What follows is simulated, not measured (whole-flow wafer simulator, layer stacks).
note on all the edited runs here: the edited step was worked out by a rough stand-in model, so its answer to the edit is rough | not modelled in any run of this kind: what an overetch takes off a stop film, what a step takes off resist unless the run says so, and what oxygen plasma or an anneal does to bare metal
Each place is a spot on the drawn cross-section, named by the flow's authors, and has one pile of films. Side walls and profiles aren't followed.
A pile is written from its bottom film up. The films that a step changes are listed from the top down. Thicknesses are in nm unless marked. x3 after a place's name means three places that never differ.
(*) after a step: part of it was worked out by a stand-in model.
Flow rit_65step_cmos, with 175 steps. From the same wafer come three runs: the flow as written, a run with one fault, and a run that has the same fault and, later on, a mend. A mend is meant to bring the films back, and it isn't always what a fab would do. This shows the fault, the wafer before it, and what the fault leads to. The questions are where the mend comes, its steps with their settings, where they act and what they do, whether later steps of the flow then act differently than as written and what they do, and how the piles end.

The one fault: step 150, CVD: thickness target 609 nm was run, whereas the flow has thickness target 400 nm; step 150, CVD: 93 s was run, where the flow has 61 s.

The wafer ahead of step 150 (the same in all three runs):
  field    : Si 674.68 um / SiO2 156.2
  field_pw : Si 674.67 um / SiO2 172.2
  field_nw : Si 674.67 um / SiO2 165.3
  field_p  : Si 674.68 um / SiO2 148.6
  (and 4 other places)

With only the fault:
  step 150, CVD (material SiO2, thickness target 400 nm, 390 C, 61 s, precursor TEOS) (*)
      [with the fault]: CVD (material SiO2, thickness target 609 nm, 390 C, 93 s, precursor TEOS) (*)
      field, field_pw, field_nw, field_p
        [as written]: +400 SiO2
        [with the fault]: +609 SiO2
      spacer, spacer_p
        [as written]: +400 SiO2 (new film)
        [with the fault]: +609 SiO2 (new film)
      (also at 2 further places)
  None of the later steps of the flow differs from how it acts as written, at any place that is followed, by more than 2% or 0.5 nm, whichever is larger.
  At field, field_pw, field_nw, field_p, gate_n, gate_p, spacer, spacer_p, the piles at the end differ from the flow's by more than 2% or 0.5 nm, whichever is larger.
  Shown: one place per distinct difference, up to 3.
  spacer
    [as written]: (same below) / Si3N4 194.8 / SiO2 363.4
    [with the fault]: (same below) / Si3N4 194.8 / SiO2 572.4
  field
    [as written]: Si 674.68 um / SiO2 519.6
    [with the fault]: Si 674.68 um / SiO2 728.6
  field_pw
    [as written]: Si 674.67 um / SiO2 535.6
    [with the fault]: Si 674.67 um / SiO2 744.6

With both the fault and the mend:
  The mend stands after step 151.
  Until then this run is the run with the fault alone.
  step 151a, ETCH (chemistry boe, depth target 211.5 nm)
      field, field_pw, field_nw, field_p, gate_n, gate_p, spacer, spacer_p
        -211.5 SiO2
  None of the later steps of the flow differs from how it acts as written, at any place that is followed, by more than 2% or 0.5 nm, whichever is larger.
  When the end is reached, the piles differ only a little from the flow's at the places that both follow, at most by 2% or 0.5 nm, whichever is larger.
